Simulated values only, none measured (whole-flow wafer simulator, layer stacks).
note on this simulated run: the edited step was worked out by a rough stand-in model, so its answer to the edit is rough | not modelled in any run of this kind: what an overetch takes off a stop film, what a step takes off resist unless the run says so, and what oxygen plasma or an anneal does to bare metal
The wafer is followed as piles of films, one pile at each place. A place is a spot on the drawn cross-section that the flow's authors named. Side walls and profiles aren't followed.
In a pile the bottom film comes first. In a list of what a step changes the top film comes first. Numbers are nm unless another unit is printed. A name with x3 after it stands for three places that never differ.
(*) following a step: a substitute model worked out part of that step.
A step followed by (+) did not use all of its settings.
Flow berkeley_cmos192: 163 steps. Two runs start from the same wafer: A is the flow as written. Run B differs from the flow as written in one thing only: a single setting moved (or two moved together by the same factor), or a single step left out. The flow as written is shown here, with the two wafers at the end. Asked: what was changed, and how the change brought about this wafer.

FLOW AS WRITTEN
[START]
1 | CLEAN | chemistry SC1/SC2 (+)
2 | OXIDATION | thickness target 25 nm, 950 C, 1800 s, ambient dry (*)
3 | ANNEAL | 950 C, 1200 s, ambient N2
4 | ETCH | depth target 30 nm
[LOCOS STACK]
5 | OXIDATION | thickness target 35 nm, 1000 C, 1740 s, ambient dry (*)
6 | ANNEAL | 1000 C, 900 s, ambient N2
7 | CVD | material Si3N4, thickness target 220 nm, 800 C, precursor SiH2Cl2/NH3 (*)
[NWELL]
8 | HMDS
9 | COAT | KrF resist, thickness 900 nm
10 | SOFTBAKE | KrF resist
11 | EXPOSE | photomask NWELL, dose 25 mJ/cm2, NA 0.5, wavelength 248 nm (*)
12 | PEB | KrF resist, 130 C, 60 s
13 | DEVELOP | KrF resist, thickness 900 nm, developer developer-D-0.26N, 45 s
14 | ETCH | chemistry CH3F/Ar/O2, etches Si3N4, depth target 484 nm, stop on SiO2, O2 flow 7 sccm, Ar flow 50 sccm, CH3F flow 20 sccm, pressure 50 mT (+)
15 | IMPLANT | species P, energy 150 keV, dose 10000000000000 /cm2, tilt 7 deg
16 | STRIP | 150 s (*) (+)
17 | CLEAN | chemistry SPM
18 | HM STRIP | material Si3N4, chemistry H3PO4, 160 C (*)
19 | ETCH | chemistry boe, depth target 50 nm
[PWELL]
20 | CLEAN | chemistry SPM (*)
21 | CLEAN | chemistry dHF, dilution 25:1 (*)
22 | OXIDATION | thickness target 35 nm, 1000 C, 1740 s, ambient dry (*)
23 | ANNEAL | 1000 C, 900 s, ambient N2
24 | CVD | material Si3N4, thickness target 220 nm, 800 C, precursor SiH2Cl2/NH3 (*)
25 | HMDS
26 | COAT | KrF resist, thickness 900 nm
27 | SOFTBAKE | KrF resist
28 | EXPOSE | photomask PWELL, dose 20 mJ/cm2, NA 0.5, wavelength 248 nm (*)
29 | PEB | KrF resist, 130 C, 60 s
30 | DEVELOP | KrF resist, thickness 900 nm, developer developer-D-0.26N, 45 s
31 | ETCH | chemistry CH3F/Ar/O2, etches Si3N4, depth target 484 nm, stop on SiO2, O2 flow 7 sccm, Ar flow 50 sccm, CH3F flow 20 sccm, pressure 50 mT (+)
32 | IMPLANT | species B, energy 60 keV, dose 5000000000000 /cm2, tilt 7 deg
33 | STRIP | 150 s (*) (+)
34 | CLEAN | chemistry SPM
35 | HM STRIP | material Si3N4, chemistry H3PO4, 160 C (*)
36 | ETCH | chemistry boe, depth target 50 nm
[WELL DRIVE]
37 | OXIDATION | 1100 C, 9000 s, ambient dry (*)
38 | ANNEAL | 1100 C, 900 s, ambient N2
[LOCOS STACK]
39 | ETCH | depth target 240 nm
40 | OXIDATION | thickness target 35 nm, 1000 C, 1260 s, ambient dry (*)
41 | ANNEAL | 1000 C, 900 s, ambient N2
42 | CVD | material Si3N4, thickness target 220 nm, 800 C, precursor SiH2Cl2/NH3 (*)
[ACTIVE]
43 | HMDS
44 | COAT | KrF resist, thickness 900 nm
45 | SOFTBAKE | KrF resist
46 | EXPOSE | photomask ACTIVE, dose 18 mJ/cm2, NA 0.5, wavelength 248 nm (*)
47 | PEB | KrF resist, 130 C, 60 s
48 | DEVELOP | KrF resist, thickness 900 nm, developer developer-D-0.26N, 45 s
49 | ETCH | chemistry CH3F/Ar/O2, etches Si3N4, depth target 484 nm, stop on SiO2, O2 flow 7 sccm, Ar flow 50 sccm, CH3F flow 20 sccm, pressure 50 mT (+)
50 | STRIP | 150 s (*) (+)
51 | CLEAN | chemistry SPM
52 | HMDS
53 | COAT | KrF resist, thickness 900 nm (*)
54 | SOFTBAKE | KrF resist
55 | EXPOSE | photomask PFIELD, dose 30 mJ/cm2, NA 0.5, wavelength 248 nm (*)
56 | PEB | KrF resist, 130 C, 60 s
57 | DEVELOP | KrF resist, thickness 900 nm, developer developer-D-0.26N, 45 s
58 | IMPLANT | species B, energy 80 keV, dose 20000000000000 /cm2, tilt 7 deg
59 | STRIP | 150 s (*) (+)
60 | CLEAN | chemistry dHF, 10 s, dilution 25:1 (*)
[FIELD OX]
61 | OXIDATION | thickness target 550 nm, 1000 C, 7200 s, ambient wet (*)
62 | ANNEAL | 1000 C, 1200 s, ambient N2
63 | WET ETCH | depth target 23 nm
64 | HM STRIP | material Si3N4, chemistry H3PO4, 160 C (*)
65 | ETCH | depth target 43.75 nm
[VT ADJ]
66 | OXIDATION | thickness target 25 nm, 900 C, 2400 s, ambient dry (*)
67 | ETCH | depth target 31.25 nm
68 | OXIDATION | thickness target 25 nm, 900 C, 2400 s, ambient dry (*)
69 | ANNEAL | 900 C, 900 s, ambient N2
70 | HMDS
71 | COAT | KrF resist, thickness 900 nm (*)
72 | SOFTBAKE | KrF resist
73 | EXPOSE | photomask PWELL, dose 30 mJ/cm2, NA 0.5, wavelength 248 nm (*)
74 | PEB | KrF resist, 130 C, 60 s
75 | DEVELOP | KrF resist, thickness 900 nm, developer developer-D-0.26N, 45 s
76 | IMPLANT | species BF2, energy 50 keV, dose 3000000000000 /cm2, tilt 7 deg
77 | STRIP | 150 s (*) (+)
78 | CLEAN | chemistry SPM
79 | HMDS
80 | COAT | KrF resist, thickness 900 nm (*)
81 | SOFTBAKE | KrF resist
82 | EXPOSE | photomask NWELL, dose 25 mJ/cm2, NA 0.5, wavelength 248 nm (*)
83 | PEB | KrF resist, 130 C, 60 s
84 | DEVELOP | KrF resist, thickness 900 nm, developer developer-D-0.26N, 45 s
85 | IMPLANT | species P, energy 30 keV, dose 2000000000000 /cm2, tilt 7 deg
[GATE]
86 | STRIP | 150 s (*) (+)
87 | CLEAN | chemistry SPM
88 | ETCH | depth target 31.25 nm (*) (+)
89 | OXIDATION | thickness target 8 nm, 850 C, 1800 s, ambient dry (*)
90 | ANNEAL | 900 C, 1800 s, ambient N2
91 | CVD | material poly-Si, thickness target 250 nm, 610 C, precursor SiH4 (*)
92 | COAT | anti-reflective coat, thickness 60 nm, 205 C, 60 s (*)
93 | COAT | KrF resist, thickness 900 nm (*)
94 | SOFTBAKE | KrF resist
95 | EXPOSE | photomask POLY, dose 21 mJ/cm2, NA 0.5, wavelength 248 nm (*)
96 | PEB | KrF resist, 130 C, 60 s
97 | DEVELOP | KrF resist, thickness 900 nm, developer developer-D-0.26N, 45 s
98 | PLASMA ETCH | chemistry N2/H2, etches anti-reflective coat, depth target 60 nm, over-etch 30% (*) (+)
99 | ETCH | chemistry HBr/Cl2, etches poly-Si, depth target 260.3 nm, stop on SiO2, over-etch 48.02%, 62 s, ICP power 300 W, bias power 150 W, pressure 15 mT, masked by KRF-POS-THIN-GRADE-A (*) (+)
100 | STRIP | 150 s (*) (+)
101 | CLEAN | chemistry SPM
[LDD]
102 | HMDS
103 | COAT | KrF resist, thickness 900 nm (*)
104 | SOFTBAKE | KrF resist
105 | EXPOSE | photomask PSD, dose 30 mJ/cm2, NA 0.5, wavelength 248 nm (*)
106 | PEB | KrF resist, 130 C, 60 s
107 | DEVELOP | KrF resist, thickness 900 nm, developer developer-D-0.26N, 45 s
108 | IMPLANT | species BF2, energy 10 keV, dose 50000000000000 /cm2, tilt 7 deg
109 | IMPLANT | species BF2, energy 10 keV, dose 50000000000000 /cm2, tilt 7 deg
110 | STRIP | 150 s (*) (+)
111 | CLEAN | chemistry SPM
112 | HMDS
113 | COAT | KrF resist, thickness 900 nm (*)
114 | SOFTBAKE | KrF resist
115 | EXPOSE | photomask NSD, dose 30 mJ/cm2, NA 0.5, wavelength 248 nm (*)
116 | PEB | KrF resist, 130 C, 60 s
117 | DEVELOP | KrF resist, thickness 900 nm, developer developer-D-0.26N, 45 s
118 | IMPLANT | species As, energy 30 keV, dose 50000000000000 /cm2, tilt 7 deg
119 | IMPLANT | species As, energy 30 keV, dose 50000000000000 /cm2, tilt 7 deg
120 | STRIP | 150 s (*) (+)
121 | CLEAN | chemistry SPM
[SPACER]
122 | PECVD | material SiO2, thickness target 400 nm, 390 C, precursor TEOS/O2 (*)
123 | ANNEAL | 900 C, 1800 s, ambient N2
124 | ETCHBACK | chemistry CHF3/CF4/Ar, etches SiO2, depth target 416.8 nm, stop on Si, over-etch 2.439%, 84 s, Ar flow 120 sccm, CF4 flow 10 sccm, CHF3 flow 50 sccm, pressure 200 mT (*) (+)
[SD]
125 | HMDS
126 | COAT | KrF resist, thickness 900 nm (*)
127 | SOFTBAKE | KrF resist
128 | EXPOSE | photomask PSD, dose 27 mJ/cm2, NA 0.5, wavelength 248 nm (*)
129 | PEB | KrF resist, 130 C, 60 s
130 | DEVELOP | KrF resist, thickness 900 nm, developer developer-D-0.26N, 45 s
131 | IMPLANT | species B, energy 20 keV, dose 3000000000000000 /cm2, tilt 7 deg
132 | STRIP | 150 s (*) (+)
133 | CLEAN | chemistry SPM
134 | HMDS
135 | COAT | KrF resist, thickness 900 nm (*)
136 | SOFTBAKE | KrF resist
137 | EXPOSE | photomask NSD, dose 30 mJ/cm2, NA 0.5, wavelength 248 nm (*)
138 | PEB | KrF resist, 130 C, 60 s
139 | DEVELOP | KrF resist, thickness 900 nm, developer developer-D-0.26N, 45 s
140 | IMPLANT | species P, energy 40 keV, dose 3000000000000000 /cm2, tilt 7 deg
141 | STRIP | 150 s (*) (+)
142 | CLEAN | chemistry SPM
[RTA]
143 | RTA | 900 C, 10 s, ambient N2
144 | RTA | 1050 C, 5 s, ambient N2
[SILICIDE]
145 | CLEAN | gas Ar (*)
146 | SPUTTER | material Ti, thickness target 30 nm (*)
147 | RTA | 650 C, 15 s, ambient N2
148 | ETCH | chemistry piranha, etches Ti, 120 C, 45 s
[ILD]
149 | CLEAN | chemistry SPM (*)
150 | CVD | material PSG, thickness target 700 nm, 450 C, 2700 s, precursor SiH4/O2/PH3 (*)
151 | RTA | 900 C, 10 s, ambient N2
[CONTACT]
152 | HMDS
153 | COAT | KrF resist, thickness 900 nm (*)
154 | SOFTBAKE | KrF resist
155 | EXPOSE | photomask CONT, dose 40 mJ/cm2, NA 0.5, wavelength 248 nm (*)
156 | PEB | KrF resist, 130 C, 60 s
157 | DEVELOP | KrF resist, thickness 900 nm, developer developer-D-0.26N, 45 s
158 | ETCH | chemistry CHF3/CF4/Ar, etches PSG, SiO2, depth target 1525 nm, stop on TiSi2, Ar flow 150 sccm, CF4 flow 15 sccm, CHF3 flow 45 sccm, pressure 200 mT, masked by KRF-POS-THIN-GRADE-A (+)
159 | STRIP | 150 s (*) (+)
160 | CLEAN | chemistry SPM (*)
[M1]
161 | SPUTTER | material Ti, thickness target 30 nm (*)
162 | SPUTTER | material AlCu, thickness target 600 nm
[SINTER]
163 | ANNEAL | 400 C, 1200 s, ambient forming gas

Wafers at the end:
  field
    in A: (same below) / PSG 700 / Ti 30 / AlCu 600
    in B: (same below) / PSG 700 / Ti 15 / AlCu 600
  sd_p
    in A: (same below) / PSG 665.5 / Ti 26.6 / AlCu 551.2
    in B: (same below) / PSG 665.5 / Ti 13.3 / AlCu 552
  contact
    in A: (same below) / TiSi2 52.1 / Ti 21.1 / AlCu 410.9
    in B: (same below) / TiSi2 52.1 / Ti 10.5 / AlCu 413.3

What caused this: step 161, SPUTTER: thickness target 15 nm was run, though the flow has thickness target 30 nm.
The wafer lets one read it off: field has Ti 15, and step 161 as written asks for 30 nm.

How this came from the change, step by step:
  161 | SPUTTER | material Ti, thickness target 30 nm (*)
      field, sd_n, spacer_n, gate, spacer_p, gate_p, m1: A Ti gains 30 (new film) | B Ti gains 15 (new film)
      sd_p: A Ti gains 26.6 (new film) | B Ti gains 13.3 (new film)
      (and at 1 other place as well)
